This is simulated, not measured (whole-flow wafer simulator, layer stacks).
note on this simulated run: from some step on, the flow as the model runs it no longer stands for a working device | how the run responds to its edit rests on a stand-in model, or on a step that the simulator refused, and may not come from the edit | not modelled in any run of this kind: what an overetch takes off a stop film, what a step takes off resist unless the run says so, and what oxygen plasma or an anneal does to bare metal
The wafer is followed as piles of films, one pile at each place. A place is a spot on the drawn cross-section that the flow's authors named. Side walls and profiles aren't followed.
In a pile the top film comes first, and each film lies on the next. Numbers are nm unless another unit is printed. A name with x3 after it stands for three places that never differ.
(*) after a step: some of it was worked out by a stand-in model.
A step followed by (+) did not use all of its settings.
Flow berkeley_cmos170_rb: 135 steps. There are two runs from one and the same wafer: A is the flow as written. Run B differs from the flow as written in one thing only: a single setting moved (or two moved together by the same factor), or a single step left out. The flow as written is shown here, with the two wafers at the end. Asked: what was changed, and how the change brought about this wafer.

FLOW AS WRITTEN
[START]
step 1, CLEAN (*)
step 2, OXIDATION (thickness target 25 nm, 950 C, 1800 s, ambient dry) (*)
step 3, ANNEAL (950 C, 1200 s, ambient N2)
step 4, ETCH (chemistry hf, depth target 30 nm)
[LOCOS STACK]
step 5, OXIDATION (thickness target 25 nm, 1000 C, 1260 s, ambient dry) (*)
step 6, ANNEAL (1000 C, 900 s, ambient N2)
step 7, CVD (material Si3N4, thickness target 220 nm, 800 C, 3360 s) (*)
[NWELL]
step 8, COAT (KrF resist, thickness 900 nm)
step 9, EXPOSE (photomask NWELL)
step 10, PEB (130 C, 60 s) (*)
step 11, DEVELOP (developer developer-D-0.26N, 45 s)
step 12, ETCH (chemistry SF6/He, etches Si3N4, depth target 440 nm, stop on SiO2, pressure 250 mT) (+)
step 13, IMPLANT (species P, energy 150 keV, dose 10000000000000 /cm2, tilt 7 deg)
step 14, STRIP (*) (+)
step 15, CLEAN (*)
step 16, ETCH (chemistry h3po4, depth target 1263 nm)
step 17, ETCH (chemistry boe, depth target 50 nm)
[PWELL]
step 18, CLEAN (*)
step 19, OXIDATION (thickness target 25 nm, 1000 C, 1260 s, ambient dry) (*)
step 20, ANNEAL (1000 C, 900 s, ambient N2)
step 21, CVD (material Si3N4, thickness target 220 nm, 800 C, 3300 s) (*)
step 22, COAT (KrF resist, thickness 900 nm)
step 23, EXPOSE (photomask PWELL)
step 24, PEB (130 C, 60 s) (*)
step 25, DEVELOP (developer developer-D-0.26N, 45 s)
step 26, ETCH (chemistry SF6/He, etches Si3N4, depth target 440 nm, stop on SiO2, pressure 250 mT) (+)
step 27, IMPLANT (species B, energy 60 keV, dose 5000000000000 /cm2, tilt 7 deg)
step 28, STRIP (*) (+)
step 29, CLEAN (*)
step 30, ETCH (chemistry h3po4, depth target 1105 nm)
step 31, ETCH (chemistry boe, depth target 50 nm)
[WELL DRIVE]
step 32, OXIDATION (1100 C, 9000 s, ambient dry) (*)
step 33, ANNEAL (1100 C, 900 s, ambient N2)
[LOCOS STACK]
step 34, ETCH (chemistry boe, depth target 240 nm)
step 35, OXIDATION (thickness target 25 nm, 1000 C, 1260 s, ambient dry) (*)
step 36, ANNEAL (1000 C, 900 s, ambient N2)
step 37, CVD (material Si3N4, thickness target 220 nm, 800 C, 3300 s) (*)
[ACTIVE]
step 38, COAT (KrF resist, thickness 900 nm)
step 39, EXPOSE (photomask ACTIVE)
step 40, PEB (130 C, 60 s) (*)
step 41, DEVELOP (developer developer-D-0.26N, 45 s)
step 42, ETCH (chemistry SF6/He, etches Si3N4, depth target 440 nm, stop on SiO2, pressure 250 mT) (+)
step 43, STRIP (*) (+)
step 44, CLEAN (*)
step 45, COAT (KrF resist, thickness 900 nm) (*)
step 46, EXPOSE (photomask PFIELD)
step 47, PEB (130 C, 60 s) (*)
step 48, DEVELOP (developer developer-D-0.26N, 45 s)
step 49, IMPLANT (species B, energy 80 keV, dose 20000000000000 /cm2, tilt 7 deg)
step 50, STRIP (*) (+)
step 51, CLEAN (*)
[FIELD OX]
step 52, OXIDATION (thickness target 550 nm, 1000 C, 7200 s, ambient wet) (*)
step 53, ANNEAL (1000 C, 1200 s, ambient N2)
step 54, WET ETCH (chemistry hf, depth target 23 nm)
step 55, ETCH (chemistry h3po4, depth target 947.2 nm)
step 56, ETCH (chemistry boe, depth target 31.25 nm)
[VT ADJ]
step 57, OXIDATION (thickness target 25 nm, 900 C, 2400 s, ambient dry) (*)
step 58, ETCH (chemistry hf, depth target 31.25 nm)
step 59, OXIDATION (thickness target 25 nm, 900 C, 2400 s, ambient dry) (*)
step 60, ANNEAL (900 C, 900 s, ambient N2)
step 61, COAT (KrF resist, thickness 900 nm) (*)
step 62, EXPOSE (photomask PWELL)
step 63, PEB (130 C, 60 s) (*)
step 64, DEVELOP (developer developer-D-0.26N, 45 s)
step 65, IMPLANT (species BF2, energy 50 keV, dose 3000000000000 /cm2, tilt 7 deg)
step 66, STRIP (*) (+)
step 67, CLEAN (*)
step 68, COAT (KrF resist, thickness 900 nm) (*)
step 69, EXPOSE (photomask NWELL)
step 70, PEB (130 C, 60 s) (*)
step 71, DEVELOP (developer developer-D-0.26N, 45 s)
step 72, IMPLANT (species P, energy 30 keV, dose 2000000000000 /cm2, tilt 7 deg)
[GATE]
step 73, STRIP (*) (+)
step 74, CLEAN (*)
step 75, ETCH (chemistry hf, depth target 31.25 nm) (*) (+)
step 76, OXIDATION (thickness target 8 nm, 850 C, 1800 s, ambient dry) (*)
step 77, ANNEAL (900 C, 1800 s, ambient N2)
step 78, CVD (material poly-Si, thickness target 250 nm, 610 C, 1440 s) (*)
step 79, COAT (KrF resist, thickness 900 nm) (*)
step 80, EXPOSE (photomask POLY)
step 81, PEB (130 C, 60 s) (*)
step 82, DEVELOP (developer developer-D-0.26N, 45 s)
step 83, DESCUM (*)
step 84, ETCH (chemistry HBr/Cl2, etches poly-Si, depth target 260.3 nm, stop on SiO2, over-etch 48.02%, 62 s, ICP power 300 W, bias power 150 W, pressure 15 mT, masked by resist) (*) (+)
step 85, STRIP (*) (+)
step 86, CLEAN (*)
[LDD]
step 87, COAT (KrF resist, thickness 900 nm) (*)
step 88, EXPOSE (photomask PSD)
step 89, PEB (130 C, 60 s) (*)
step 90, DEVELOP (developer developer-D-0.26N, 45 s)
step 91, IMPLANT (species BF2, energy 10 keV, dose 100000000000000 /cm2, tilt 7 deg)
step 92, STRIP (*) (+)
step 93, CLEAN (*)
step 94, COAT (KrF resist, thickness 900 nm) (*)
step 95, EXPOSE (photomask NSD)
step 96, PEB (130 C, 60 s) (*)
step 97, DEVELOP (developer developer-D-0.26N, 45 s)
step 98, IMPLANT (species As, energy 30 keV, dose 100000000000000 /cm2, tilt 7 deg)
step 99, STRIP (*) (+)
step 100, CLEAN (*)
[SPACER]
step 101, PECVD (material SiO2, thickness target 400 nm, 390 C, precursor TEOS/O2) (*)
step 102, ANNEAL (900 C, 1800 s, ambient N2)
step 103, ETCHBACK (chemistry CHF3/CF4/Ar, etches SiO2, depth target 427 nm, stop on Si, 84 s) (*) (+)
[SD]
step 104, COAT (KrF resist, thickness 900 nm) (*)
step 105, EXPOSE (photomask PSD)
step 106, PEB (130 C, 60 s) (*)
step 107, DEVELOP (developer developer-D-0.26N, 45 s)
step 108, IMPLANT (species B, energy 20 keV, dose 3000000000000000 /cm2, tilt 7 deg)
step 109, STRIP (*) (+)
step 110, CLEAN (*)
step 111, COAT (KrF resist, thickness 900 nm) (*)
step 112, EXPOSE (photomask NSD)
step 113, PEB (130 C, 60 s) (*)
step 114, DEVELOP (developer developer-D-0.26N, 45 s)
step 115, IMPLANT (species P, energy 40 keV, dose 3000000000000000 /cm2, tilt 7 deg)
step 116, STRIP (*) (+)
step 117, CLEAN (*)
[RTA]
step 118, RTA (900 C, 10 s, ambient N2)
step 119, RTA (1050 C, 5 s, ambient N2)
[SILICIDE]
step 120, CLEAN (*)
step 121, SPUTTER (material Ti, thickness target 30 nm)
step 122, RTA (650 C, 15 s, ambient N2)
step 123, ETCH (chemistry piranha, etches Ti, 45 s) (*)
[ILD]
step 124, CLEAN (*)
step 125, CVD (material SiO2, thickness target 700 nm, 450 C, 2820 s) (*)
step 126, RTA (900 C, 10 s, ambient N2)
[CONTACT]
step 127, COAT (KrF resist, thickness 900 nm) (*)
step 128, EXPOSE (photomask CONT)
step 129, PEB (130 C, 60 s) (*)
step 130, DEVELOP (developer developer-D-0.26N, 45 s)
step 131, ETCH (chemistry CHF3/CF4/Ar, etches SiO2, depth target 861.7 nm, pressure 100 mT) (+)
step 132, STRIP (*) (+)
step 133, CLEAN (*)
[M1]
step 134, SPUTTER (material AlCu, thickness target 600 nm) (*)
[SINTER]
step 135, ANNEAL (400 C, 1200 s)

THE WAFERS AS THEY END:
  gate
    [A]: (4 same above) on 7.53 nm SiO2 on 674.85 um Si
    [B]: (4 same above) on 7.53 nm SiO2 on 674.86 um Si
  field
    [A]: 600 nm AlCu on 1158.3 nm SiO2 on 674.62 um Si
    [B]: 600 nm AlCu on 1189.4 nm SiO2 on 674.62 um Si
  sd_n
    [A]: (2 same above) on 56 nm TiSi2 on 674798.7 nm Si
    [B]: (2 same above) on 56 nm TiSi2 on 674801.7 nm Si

Cause: step 58, ETCH: chemistry hf, depth target 31.25 nm, was omitted.

How this came from the change, step by step:
  step 59, OXIDATION (thickness target 25 nm, 900 C, 2400 s, ambient dry) (*)
      sd_n, spacer_n, gate, sd_p, spacer_p, gate_p, contact, m1: A SiO2 gains 15 (new film), Si loses 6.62 | B SiO2 gains 8.28, Si loses 3.64
  step 61, COAT (KrF resist, thickness 900 nm) (*)
      field: A KrF resist gains 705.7 (new film) | B KrF resist gains 691.4 (new film)
  step 64, DEVELOP (developer developer-D-0.26N, 45 s)
      field: A KrF resist loses 705.7 (all of it) | B KrF resist loses 691.4 (all of it)
  step 68, COAT (KrF resist, thickness 900 nm) (*)
      field: A KrF resist gains 705.7 (new film) | B KrF resist gains 691.4 (new film)
  step 73, STRIP (*) (+)
      field: A KrF resist loses 691.4 (all of it) | B KrF resist loses 677.2 (all of it)
  step 75, ETCH (chemistry hf, depth target 31.25 nm) (*) (+)
      sd_n, spacer_n, gate, sd_p, spacer_p, gate_p, contact, m1: A SiO2 loses 15 (all of it) | B SiO2 loses 23.3 (all of it)
  step 79, COAT (KrF resist, thickness 900 nm) (*)
      spacer_n, spacer_p, gate_p: A KrF resist gains 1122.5 (new film) | B KrF resist gains 1148.5 (new film)
      gate: A KrF resist gains 1122.6 (new film) | B KrF resist gains 1148.6 (new film)
  step 82, DEVELOP (developer developer-D-0.26N, 45 s)
      spacer_n, spacer_p: A KrF resist loses 1122.5 (all of it) | B KrF resist loses 1148.5 (all of it)
  step 85, STRIP (*) (+)
      gate: A KrF resist loses 980 (all of it) | B KrF resist loses 1005.9 (all of it)
      gate_p: A KrF resist loses 979.9 (all of it) | B KrF resist loses 1005.8 (all of it)
  step 87, COAT (KrF resist, thickness 900 nm) (*)
      sd_n: A KrF resist gains 962.1 (new film) | B KrF resist gains 983.5 (new film)
  step 92, STRIP (*) (+)
      sd_n: A KrF resist loses 947.9 (all of it) | B KrF resist loses 969.3 (all of it)
  step 94, COAT (KrF resist, thickness 900 nm) (*)
      sd_n: A KrF resist gains 962.1 (new film) | B KrF resist gains 983.5 (new film)
  step 97, DEVELOP (developer developer-D-0.26N, 45 s)
      sd_n: A KrF resist loses 962.1 (all of it) | B KrF resist loses 983.5 (all of it)
  step 104, COAT (KrF resist, thickness 900 nm) (*)
      sd_n: A KrF resist gains 982.1 (new film) | B KrF resist gains 1003.1 (new film)
  step 109, STRIP (*) (+)
      sd_n: A KrF resist loses 967.9 (all of it) | B KrF resist loses 988.9 (all of it)
  step 111, COAT (KrF resist, thickness 900 nm) (*)
      sd_n: A KrF resist gains 982.1 (new film) | B KrF resist gains 1003.1 (new film)
  ... another 5 steps ...
  step 132, STRIP (*) (+)
      field: A KrF resist loses 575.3 (all of it) | B KrF resist loses 561 (all of it)
